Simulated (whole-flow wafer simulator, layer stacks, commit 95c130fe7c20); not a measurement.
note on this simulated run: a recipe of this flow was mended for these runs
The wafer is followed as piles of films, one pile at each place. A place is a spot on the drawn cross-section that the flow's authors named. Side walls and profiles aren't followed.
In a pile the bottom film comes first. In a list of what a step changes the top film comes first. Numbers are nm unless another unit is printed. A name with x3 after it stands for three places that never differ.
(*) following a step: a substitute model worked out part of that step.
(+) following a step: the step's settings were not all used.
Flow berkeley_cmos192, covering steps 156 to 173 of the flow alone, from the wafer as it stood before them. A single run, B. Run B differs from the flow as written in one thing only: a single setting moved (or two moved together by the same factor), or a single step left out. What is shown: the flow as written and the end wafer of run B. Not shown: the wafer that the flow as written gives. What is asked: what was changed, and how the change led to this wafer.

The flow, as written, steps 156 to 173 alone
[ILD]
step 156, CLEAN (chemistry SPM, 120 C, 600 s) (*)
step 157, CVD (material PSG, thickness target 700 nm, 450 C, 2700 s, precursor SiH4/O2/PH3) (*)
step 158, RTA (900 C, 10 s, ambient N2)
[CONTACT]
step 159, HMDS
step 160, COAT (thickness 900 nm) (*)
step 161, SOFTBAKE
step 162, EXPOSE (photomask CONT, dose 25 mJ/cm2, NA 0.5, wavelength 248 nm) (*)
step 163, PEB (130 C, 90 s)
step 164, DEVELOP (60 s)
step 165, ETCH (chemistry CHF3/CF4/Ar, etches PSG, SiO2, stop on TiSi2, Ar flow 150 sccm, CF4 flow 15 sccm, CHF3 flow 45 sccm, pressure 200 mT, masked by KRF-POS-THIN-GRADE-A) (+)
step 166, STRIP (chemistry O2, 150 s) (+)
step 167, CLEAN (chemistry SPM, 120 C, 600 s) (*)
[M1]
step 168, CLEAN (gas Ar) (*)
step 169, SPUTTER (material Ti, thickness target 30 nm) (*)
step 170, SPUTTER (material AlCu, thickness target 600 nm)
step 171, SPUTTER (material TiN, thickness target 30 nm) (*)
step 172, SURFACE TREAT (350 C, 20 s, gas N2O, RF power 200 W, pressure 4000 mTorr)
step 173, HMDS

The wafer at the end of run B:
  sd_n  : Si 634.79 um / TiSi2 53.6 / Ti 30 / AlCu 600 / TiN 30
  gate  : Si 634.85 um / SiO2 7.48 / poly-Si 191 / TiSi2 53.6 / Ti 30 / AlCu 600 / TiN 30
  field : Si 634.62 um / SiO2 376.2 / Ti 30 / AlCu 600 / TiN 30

Cause: step 157, CVD: material PSG, thickness target 700 nm, 450 C, 2700 s, precursor SiH4/O2/PH3 (*), was not run.

Step by step, how the change led to this:
  step 160, COAT (thickness 900 nm) (*)
      spacer_n: KrF-resist gains 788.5 (new film) (as written it would have been: KrF-resist gains 823.6 (new film))
      gate: KrF-resist gains 763 (new film) (as written it would have been: KrF-resist gains 803.9 (new film))
      (as well as at 3 more places)
  step 165, ETCH (chemistry CHF3/CF4/Ar, etches PSG, SiO2, stop on TiSi2, Ar flow 150 sccm, CF4 flow 15 sccm, CHF3 flow 45 sccm, pressure 200 mT, masked by KRF-POS-THIN-GRADE-A) (+)
      contact: TiSi2 loses 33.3 (as written it would have been: PSG loses 700 (all of it), TiSi2 loses 3.81)
      field, sd_n, spacer_n, gate, sd_p, spacer_p, gate_p, m1: KrF-resist loses 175 (as written it would have been: KrF-resist loses 194.1)
  step 166, STRIP (chemistry O2, 150 s) (+)
      spacer_n: KrF-resist loses 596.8 (all of it) (as written it would have been: KrF-resist loses 612.8 (all of it))
      gate: KrF-resist loses 571.4 (all of it) (as written it would have been: KrF-resist loses 593.2 (all of it))
      (as well as at 3 more places)
  step 168, CLEAN (gas Ar) (*)
      sd_n, gate, sd_p, gate_p, m1: TiSi2 loses 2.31 (as written it would have been: PSG loses 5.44)
      field, spacer_n, spacer_p: SiO2 loses 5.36 (as written it would have been: PSG loses 5.44)
  step 169, SPUTTER (material Ti, thickness target 30 nm) (*)
      sd_p: Ti gains 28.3 (new film) (as written it would have been: Ti gains 26.8 (new film))
      contact: Ti gains 29.6 (new film) (as written it would have been: Ti gains 21.1 (new film))
  step 170, SPUTTER (material AlCu, thickness target 600 nm)
      sd_p: AlCu gains 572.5 (new film) (as written it would have been: AlCu gains 557.4 (new film))
      contact: AlCu gains 600 (new film) (as written it would have been: AlCu gains 411.7 (new film))
  step 171, SPUTTER (material TiN, thickness target 30 nm) (*)
      sd_p: TiN gains 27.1 (new film) (as written it would have been: TiN gains 26.2 (new film))
      contact: TiN gains 29.7 (new film) (as written it would have been: TiN gains 16 (new film))
